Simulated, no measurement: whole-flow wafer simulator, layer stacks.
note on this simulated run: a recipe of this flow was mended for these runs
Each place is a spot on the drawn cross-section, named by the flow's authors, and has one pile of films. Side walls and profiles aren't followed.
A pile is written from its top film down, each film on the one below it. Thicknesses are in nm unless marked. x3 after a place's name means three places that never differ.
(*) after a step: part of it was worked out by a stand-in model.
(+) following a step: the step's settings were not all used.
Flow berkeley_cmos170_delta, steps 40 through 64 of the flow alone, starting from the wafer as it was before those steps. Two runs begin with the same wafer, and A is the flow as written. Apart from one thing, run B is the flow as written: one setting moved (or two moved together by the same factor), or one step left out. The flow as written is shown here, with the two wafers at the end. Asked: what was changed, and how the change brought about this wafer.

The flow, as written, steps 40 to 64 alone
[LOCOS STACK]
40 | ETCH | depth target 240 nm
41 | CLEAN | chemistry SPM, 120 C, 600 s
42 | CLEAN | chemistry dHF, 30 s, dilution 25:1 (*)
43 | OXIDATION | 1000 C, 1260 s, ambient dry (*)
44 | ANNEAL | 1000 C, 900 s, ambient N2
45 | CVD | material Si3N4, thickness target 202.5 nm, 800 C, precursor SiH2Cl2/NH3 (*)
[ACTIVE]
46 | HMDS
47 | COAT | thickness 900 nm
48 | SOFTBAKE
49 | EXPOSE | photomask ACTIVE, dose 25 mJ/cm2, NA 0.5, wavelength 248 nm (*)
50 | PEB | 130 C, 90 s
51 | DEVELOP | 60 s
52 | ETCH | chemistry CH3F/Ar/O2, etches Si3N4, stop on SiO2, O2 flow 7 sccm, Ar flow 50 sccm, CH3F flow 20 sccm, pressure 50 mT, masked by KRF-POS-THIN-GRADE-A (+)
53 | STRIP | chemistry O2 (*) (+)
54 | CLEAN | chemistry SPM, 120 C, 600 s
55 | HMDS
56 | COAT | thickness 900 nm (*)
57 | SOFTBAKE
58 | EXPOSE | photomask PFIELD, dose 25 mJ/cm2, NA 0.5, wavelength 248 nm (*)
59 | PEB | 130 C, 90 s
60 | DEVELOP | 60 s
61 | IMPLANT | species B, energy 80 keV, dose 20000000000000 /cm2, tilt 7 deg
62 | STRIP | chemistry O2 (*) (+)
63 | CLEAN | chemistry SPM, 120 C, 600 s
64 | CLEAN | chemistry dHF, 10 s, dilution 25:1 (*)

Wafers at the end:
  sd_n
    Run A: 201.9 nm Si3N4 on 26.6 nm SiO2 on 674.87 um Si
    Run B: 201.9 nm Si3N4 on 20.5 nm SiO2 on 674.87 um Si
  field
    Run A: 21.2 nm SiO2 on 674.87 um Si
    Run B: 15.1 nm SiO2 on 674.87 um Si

Cause: step 43, OXIDATION: 772 s was run, whereas the flow has 1260 s.

The path from the change to this, step by step:
  43 | OXIDATION | 1000 C, 1260 s, ambient dry (*)
      field, sd_n, spacer_n and 6 more: A SiO2 gains 26.6 (new film), Si loses 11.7 | B SiO2 gains 20.5 (new film), Si loses 9.01
